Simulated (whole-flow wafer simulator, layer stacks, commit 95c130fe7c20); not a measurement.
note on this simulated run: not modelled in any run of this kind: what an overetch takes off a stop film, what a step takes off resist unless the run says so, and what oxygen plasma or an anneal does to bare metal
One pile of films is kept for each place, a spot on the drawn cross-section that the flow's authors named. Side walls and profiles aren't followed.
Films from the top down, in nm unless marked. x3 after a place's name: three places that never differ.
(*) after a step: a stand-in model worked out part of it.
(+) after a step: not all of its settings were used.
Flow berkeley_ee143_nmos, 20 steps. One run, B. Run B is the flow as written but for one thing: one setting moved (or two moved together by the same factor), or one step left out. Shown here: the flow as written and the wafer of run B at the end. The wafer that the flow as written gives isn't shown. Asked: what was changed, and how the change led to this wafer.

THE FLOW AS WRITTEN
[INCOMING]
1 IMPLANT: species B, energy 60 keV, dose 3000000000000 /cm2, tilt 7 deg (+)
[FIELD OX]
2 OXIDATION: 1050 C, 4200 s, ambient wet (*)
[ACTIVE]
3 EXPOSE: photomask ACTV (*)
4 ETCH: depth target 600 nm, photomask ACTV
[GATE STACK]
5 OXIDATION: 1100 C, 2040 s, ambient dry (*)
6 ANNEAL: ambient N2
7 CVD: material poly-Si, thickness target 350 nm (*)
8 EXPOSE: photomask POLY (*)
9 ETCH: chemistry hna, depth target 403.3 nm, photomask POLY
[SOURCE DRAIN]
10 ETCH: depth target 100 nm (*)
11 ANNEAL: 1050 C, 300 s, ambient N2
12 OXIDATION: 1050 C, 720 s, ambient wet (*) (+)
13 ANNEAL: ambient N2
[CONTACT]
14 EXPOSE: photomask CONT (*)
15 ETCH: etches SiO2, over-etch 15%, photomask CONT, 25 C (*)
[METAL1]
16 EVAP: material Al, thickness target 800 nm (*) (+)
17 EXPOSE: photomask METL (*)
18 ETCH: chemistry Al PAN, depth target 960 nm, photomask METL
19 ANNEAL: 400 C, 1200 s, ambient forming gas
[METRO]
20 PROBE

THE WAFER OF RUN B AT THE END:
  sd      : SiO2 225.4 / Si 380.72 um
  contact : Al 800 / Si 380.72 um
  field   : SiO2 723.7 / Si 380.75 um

The cause: step 9, ETCH: depth target 285.9 nm was run, where the flow has depth target 403.3 nm.

How the change led to this, step by step:
  9 ETCH: chemistry hna, depth target 403.3 nm, photomask POLY
      sd, contact, field: poly-Si -285.9 (as written it would be: poly-Si -350 (all of it))
  10 ETCH: depth target 100 nm (*)
      sd, contact: nothing (as written it would be: SiO2 -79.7 (all of it))
      field: nothing (as written it would be: SiO2 -100)
  12 OXIDATION: 1050 C, 720 s, ambient wet (*) (+)
      sd, contact: poly-Si -64.1 (all of it), SiO2 +145.7 (as written it would be: SiO2 +189.4 (new film), Si -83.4)
      field: poly-Si -64.1 (all of it), SiO2 +145.7 (as written it would be: SiO2 +69.1, Si -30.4)
  15 ETCH: etches SiO2, over-etch 15%, photomask CONT, 25 C (*)
      contact: SiO2 -225.4 (all of it) (as written it would be: SiO2 -189.4 (all of it))
